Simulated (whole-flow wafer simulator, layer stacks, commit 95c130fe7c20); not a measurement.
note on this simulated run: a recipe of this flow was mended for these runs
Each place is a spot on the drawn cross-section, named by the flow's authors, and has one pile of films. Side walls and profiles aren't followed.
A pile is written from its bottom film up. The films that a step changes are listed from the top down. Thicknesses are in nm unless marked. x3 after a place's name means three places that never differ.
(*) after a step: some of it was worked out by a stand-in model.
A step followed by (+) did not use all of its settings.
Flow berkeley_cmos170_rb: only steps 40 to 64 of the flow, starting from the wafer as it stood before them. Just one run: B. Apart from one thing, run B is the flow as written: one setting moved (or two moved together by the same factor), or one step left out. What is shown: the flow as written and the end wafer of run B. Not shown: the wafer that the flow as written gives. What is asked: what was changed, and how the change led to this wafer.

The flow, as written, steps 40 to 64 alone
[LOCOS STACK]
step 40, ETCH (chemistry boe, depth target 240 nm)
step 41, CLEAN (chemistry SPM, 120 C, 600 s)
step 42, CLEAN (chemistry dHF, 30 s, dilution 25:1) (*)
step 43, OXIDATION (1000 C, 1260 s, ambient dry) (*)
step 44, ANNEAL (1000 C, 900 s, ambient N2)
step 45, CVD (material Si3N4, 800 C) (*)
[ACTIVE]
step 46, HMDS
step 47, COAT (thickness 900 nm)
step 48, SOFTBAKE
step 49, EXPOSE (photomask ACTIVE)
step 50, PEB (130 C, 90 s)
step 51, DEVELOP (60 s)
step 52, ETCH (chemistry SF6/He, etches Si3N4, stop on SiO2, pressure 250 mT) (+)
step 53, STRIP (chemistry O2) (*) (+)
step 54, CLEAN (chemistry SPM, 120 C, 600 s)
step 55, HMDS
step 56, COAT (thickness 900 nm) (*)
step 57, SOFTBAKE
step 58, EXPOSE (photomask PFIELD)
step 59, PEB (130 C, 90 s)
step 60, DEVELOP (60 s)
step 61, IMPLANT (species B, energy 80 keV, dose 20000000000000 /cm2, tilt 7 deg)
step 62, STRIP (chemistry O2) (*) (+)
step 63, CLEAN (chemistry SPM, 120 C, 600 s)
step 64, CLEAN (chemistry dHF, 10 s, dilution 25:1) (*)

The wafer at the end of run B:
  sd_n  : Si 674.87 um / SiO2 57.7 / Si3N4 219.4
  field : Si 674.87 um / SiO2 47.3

What caused this: step 40, ETCH: depth target 151 nm was run, though the flow has depth target 240 nm.

Step by step, how the change led to this:
  step 40, ETCH (chemistry boe, depth target 240 nm)
      field, sd_n, spacer_n and 6 more: SiO2 loses 151 (in the flow as written it would be: SiO2 loses 197.6 (all of it))
  step 41, CLEAN (chemistry SPM, 120 C, 600 s)
      field, sd_n, spacer_n and 6 more: nothing (in the flow as written it would be: chemical SiO2 gains 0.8 (new film), Si loses 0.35)
  step 42, CLEAN (chemistry dHF, 30 s, dilution 25:1) (*)
      field, sd_n, spacer_n and 6 more: SiO2 loses 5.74 (in the flow as written it would be: chemical SiO2 loses 0.8 (all of it))
  step 43, OXIDATION (1000 C, 1260 s, ambient dry) (*)
      field, sd_n, spacer_n and 6 more: SiO2 gains 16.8, Si loses 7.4 (in the flow as written it would be: SiO2 gains 26.6 (new film), Si loses 11.7)
